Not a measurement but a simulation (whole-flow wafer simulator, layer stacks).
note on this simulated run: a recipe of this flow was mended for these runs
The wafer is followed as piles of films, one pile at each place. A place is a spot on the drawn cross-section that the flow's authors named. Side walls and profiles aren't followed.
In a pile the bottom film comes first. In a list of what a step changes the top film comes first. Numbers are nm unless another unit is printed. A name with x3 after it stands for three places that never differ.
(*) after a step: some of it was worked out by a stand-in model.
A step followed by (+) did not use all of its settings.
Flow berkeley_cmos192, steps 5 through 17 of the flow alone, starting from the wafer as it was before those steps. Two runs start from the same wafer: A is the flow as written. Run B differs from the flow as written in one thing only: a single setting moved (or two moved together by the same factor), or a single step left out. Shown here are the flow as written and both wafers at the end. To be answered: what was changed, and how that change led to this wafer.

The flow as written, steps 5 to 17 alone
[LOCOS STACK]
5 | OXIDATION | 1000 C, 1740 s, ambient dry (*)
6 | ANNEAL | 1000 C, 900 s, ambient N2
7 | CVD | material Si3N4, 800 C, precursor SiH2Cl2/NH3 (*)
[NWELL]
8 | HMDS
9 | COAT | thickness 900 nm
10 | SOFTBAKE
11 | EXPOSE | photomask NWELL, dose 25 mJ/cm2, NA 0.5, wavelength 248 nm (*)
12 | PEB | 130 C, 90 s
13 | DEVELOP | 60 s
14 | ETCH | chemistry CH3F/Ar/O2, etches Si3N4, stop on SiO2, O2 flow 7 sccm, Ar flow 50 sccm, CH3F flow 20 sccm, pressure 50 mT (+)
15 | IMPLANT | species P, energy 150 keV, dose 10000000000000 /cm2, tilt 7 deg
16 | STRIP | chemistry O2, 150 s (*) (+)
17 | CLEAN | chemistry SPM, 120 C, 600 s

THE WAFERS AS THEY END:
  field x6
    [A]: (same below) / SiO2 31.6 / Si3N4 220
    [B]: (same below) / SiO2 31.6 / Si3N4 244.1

Cause: step 7, CVD: 808 C was run, though the flow has 800 C.

Step by step, how the change led to this:
  7 | CVD | material Si3N4, 800 C, precursor SiH2Cl2/NH3 (*)
      field x6, sd_p x3: A Si3N4 gains 220 (new film) | B Si3N4 gains 244.1 (new film)
  14 | ETCH | chemistry CH3F/Ar/O2, etches Si3N4, stop on SiO2, O2 flow 7 sccm, Ar flow 50 sccm, CH3F flow 20 sccm, pressure 50 mT (+)
      field x6: A KrF-resist loses 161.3 | B KrF-resist loses 177.4
      sd_p x3: A Si3N4 loses 220 (all of it), SiO2 loses 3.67 | B Si3N4 loses 244.1 (all of it), SiO2 loses 3.67
  16 | STRIP | chemistry O2, 150 s (*) (+)
      field x6: A KrF-resist loses 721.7 (all of it) | B KrF-resist loses 705.7 (all of it)
